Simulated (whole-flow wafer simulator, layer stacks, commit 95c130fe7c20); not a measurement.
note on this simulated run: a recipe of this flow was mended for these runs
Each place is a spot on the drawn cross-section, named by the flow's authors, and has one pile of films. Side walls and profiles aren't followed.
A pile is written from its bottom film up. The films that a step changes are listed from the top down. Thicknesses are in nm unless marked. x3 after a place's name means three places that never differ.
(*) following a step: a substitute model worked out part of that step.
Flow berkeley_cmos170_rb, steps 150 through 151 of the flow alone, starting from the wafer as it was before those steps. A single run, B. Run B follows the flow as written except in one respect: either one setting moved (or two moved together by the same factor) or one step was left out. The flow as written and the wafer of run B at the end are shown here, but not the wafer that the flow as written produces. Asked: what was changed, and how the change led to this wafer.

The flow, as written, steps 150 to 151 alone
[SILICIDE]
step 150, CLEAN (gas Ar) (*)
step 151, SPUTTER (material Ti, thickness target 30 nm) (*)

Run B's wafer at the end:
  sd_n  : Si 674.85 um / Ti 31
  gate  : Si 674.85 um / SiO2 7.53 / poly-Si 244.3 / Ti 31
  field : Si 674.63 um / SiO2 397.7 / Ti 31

Cause: step 151, SPUTTER: thickness target 31 nm was run, whereas the flow has thickness target 30 nm.
One can read it off the wafer: sd_n has Ti 31, and step 151 as written asks for 30 nm.

How this came from the change, step by step:
  step 151, SPUTTER (material Ti, thickness target 30 nm) (*)
      field, sd_n, spacer_n, gate, spacer_p, gate_p, contact, m1: +31 Ti (new film) (in the flow as written it would be: +30 Ti (new film))
      sd_p: +28.8 Ti (new film) (in the flow as written it would be: +27.9 Ti (new film))
